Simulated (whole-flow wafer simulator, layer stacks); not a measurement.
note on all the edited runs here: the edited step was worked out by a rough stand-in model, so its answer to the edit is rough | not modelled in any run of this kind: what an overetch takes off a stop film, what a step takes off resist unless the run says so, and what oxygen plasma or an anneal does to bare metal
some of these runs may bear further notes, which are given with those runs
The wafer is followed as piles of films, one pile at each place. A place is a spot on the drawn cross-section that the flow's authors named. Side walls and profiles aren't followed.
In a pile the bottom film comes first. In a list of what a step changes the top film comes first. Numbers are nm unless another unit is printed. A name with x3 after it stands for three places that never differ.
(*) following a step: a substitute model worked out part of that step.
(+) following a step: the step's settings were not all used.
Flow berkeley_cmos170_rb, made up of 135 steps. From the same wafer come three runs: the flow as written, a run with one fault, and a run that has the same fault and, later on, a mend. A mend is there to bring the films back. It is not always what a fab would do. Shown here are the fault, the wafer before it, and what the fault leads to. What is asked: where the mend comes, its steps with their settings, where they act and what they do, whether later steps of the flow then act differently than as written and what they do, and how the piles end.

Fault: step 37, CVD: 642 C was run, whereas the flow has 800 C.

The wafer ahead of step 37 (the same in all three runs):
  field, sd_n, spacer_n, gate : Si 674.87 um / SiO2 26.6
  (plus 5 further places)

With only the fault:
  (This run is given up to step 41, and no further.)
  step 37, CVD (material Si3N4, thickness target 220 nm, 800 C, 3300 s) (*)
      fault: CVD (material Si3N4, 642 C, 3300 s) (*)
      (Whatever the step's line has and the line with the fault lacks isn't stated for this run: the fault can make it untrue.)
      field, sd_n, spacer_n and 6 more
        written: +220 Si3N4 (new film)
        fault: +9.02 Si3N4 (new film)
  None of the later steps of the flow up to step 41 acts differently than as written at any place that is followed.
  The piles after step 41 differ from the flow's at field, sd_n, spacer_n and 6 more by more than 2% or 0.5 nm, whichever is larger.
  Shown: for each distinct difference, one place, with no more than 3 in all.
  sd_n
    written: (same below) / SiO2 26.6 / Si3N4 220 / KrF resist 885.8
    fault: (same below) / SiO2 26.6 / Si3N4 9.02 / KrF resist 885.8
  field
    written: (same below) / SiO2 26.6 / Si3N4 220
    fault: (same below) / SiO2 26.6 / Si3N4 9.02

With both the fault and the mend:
  The mend follows step 41.
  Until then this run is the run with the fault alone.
  step 41a, STRIP (*) (+)
      sd_n, spacer_n, gate, sd_p, spacer_p, gate_p, contact, m1
        -885.8 KrF resist (all of it)
  step 41b, CLEAN (*)
      leaves every film unchanged at each place that is followed
  step 41c, CVD (material Si3N4, thickness target 211 nm, 800 C, 3165 s) (*) (the flow's step 37 again, with other settings)
      field, sd_n, spacer_n and 6 more
        +211 Si3N4
  step 41d, COAT (KrF resist, thickness 900 nm) (the flow's step 38 again)
      field, sd_n, spacer_n and 6 more
        +900 KrF resist (new film)
  step 41e, EXPOSE (photomask ACTIVE) (the flow's step 39 again)
      leaves every film unchanged at each place that is followed
  step 41f, PEB (130 C, 60 s) (*) (the flow's step 40 again)
      leaves every film unchanged at each place that is followed
  step 41g, DEVELOP (developer developer-D-0.26N, 45 s) (the flow's step 41 again)
      sd_n, spacer_n, gate, sd_p, spacer_p, gate_p, contact, m1
        -14.2 KrF resist
      field
        -900 KrF resist (all of it)
  None of the later steps of the flow differs from how it acts as written, at any place that is followed, by more than 2% or 0.5 nm, whichever is larger.
  At every place that both follow, the piles at the end match the flow's.
